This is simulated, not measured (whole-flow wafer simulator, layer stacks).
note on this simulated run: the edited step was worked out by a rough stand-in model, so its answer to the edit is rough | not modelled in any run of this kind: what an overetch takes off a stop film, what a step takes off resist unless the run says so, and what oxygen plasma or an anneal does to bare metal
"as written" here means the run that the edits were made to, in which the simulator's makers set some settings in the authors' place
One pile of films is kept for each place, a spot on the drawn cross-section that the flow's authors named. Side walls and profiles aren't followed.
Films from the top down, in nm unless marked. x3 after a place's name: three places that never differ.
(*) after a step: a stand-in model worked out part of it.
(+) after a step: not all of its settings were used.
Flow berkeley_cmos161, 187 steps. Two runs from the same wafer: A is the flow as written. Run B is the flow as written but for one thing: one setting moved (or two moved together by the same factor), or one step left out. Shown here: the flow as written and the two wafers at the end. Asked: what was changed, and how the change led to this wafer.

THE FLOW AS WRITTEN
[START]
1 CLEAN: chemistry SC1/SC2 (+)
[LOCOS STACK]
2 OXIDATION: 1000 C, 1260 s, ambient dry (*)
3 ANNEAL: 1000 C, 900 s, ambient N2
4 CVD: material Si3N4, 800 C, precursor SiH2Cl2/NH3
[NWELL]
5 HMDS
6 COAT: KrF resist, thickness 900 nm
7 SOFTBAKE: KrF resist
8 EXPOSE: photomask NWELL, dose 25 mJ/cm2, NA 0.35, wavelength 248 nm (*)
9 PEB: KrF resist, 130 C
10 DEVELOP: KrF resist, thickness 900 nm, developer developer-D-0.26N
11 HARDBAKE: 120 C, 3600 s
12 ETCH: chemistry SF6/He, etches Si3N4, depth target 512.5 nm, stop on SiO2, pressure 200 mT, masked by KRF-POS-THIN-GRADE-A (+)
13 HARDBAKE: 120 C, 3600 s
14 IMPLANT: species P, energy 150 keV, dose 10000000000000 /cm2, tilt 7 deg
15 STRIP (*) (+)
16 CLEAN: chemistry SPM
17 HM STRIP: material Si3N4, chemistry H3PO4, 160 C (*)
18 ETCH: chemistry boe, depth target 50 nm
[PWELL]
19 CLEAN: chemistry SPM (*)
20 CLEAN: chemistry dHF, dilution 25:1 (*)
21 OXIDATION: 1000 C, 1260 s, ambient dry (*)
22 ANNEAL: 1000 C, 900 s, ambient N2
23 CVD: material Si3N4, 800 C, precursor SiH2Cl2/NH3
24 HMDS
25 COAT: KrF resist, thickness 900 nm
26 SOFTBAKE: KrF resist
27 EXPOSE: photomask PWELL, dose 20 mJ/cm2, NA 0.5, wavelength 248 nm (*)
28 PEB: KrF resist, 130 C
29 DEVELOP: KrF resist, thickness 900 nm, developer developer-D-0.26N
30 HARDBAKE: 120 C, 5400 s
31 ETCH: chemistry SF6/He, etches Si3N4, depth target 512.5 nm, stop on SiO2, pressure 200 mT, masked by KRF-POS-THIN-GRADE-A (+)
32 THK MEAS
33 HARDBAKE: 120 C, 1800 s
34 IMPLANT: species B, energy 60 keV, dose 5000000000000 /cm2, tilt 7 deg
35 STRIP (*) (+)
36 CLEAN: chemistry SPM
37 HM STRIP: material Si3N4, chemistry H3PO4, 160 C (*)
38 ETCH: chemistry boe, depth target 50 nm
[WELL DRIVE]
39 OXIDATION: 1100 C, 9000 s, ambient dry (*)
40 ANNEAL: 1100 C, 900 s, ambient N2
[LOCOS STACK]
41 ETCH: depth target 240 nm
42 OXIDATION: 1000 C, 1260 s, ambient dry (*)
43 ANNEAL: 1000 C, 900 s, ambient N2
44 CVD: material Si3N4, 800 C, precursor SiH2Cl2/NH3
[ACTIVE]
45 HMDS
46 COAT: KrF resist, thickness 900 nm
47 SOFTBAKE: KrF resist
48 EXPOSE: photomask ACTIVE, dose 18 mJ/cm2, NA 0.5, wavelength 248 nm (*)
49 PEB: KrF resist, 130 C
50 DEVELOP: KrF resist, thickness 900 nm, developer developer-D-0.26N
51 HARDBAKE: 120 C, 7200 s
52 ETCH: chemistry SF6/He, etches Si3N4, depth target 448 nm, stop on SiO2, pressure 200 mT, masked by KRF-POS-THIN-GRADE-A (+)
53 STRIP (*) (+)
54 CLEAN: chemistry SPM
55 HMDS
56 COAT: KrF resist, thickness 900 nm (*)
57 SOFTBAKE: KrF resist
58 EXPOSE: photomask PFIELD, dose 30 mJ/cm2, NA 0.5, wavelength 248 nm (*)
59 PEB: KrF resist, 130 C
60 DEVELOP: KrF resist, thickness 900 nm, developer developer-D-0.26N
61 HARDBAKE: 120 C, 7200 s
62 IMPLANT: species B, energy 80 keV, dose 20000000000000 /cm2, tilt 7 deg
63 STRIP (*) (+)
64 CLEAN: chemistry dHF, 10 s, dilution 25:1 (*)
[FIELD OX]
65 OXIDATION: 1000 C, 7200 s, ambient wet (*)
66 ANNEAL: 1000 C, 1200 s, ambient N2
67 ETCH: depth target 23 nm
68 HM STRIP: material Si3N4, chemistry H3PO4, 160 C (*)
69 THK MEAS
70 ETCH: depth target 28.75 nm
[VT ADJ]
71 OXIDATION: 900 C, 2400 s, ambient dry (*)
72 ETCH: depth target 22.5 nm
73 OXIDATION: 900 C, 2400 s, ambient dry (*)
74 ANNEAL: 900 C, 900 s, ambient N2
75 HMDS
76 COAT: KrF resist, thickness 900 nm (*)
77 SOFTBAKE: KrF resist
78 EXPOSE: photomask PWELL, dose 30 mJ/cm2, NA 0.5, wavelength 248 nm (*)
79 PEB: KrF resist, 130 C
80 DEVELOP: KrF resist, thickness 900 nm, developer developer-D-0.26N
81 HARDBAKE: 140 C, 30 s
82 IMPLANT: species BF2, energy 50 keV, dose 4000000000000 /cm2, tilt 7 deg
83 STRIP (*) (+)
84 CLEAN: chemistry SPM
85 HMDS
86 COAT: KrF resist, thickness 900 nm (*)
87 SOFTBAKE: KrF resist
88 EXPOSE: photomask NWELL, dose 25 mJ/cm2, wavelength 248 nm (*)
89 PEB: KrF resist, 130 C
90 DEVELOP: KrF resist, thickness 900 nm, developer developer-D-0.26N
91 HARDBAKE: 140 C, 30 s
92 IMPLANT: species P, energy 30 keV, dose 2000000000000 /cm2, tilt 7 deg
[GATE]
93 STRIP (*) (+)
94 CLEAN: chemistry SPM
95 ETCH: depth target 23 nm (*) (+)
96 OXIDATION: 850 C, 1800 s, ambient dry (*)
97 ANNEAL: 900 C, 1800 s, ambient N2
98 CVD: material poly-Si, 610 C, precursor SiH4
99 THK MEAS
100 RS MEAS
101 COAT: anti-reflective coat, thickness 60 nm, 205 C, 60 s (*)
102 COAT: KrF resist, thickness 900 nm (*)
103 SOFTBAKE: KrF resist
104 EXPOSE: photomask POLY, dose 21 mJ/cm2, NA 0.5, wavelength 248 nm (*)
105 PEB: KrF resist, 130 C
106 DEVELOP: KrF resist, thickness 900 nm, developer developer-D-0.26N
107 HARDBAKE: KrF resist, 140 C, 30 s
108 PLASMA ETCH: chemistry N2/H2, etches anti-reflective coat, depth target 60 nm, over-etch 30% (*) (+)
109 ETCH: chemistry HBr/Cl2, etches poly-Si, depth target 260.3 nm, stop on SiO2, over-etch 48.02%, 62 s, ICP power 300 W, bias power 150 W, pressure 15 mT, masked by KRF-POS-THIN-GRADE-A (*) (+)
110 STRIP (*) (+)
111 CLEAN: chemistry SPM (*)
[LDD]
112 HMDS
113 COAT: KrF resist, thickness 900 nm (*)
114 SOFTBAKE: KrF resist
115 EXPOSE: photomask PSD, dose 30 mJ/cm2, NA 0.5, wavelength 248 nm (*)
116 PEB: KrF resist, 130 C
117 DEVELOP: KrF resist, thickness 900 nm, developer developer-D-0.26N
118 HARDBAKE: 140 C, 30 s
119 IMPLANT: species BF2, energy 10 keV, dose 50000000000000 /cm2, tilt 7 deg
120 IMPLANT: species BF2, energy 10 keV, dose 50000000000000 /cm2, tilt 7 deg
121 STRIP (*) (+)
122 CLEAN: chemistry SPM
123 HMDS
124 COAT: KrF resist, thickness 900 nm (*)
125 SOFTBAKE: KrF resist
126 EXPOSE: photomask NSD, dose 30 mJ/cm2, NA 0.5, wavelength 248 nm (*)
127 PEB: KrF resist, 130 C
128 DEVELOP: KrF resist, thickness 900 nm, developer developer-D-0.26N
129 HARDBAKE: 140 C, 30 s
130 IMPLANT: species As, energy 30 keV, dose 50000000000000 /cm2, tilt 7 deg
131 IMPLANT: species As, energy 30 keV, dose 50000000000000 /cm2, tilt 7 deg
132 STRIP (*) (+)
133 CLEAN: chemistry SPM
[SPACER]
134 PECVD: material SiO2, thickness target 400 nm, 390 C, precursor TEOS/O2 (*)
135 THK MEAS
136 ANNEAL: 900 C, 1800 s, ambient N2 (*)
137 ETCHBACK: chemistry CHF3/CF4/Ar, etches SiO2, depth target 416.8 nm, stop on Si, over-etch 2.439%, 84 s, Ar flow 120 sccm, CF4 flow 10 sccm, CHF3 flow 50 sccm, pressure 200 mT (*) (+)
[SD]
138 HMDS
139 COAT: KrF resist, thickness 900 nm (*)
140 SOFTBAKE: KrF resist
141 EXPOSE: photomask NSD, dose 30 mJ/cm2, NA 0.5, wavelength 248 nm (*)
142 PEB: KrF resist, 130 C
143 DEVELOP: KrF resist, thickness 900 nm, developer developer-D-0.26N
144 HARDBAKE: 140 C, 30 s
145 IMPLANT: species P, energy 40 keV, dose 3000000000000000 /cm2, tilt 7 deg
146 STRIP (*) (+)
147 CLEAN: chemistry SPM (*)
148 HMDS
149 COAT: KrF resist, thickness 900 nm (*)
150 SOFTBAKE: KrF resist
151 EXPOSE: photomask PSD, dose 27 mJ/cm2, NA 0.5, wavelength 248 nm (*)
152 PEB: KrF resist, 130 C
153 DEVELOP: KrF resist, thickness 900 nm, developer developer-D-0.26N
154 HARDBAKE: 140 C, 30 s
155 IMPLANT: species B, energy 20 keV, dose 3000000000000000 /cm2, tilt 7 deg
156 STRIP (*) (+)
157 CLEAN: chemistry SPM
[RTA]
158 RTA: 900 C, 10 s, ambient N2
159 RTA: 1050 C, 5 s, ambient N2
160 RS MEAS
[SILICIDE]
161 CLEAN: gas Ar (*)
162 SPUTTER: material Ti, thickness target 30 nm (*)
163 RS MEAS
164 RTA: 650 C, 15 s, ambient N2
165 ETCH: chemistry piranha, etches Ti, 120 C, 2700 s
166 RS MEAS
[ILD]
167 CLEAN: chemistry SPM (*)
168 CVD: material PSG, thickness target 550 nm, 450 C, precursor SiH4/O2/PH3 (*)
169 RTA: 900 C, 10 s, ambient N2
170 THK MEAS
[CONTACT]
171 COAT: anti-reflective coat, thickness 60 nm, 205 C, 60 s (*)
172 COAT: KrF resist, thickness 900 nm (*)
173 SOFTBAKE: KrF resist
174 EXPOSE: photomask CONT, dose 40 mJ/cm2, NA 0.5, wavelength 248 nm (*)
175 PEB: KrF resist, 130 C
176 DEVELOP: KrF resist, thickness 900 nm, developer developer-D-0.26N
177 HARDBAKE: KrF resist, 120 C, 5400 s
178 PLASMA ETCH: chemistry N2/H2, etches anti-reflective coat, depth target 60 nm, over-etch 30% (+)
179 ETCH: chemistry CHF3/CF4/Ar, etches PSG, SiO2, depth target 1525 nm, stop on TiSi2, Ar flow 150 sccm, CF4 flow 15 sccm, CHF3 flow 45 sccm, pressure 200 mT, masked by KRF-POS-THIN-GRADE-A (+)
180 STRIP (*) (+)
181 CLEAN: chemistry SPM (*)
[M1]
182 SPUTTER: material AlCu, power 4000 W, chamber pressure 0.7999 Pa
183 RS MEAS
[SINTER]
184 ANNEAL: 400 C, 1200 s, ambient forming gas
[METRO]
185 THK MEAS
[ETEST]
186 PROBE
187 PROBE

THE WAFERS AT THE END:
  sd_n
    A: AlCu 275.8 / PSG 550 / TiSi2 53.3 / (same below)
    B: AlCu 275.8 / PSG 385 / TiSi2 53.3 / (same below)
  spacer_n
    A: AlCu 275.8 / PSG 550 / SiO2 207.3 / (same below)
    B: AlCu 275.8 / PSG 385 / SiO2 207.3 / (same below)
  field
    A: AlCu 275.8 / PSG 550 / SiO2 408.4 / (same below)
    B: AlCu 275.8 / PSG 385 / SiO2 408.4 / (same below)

The cause: step 168, CVD: thickness target 385 nm was run, where the flow has thickness target 550 nm.
It can be read off the wafer: sd_n has PSG 385, and step 168 as written asks for 550 nm.

How the change led to this, step by step:
  168 CVD: material PSG, thickness target 550 nm, 450 C, precursor SiH4/O2/PH3 (*)
      field, sd_n, spacer_n, gate_n, spacer_p, gate_p, contact, m1: A PSG +550 (new film) | B PSG +385 (new film)
      sd_p: A PSG +521.9 (new film) | B PSG +366.9 (new film)
  171 COAT: anti-reflective coat, thickness 60 nm, 205 C, 60 s (*)
      field: A anti-reflective coat +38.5 (new film) | B anti-reflective coat +37.4 (new film)
      sd_n: A anti-reflective coat +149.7 (new film) | B anti-reflective coat +145.9 (new film)
      (and at 5 more places)
  178 PLASMA ETCH: chemistry N2/H2, etches anti-reflective coat, depth target 60 nm, over-etch 30% (+)
      field, sd_n, spacer_n, gate_n, sd_p, spacer_p, gate_p, m1: A KrF resist -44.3 | B KrF resist -42.9
      contact: A anti-reflective coat -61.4 (all of it), PSG -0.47 | B anti-reflective coat -59.4 (all of it), PSG -0.46
  179 ETCH: chemistry CHF3/CF4/Ar, etches PSG, SiO2, depth target 1525 nm, stop on TiSi2, Ar flow 150 sccm, CF4 flow 15 sccm, CHF3 flow 45 sccm, pressure 200 mT, masked by KRF-POS-THIN-GRADE-A (+)
      field, sd_n, spacer_n, gate_n, sd_p, spacer_p, gate_p, m1: A KrF resist -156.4 | B KrF resist -115.2
      contact: A PSG -549.5 (all of it), TiSi2 -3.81 | B PSG -384.5 (all of it), TiSi2 -3.81
  180 STRIP (*) (+)
      field: A KrF resist -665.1 (all of it), anti-reflective coat -38.5 (all of it) | B KrF resist -707.4 (all of it), anti-reflective coat -37.4 (all of it)
      sd_n: A KrF resist -692.5 (all of it), anti-reflective coat -149.7 (all of it) | B KrF resist -737.8 (all of it), anti-reflective coat -145.9 (all of it)
      (and at 6 more places)
  182 SPUTTER: material AlCu, power 4000 W, chamber pressure 0.7999 Pa
      contact: A AlCu +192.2 (new film) | B AlCu +215 (new film)
